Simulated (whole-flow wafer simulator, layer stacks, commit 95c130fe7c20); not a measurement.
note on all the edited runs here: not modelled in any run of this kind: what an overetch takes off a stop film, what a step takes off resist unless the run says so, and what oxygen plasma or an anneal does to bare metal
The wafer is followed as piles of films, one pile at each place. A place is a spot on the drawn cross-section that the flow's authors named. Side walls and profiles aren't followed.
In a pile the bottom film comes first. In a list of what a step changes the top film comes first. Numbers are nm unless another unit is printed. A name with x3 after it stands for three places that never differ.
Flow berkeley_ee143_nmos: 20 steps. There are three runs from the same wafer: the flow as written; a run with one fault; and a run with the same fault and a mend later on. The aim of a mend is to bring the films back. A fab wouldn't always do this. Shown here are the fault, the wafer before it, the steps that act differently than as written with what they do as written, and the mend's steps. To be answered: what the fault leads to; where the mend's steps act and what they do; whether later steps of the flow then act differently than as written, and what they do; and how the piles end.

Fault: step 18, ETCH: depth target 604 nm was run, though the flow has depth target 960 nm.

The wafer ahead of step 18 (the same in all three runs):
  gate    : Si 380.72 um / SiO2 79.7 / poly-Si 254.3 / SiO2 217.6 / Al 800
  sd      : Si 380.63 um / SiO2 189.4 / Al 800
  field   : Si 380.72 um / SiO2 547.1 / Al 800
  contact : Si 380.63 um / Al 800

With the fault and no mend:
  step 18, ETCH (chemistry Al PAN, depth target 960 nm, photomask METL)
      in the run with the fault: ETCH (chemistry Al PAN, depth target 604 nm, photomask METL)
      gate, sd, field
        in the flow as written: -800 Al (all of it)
        in the run with the fault: -604 Al
  None of the later steps of the flow acts differently than as written at any place that is followed.
  At gate, sd, field, the piles at the end differ from the flow's by more than 2% or 0.5 nm, whichever is larger.
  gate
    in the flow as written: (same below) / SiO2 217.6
    in the run with the fault: (same below) / SiO2 217.6 / Al 196
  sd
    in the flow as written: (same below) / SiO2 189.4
    in the run with the fault: (same below) / SiO2 189.4 / Al 196
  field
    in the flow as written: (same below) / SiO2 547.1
    in the run with the fault: (same below) / SiO2 547.1 / Al 196

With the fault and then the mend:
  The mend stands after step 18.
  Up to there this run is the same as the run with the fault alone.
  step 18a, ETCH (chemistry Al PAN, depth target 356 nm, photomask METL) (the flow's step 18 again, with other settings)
      gate, sd, field
        -196 Al (all of it)
  None of the later steps of the flow acts differently than as written at any place that is followed.
  The piles end the same as the flow's at every place that both follow.
